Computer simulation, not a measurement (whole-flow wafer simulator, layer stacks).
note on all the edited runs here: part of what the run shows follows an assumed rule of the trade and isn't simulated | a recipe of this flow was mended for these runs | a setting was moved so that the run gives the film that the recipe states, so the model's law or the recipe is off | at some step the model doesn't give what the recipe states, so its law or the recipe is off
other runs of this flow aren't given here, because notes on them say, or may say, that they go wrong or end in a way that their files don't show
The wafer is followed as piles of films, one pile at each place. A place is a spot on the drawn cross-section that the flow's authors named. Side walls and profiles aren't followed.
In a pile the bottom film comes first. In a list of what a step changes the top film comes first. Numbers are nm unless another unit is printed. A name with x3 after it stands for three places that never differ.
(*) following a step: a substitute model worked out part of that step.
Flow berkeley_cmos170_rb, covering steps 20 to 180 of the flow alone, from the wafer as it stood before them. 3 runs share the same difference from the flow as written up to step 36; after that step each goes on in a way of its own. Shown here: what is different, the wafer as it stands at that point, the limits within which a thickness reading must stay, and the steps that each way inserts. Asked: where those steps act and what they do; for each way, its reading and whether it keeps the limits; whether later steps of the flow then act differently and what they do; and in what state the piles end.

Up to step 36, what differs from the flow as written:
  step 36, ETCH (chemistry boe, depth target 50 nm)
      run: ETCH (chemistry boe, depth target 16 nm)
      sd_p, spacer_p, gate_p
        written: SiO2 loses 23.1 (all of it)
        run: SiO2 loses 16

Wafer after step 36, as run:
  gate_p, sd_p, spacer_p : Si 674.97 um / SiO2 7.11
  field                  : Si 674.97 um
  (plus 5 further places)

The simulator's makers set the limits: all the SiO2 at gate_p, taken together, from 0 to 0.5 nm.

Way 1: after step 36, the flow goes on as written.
  After step 36, the reading is 7.11 nm, outside the limits.
  Steps later in the flow that act otherwise than as written (49 more steps, not shown, differ only slightly: by at most 2% or 0.5 nm, whichever is larger):
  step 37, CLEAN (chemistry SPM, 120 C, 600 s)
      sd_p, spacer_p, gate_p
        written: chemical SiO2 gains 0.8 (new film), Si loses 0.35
        way: nothing
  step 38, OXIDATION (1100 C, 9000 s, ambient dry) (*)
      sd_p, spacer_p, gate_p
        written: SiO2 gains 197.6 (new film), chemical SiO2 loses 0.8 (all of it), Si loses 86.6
        way: SiO2 gains 191.8, Si loses 84.4
  At the end the piles are close to the flow's at the places that both follow, differing by at most 2% or 0.5 nm, whichever is larger.

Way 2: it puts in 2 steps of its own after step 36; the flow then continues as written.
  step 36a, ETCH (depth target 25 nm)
      sd_p, spacer_p, gate_p
        SiO2 loses 7.11 (all of it)
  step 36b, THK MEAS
      leaves every film unchanged at each place that is followed
  After step 36b, the reading is 0 nm, within the limits.
  Later steps of the flow that are run all act as written at every place that is followed.
  At every place that both follow, the piles at the end match the flow's.

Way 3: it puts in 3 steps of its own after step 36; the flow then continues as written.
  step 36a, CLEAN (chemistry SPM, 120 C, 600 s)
      field, sd_n, spacer_n, gate, contact, m1
        chemical SiO2 gains 0.8 (new film), Si loses 0.35
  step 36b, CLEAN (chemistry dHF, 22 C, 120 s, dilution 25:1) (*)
      field, sd_n, spacer_n, gate, contact, m1
        chemical SiO2 loses 0.8 (all of it)
      sd_p, spacer_p, gate_p
        SiO2 loses 7.11 (all of it)
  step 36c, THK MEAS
      leaves every film unchanged at each place that is followed
  After step 36c, the reading is 0 nm, within the limits.
  Later steps of the flow that are run all act as written at every place that is followed, up to a difference of at most 2% or 0.5 nm, whichever is larger.
  At the end the piles are close to the flow's at the places that both follow, differing by at most 2% or 0.5 nm, whichever is larger.

Keeping within the limits: way 2, way 3. Outside them: way 1.
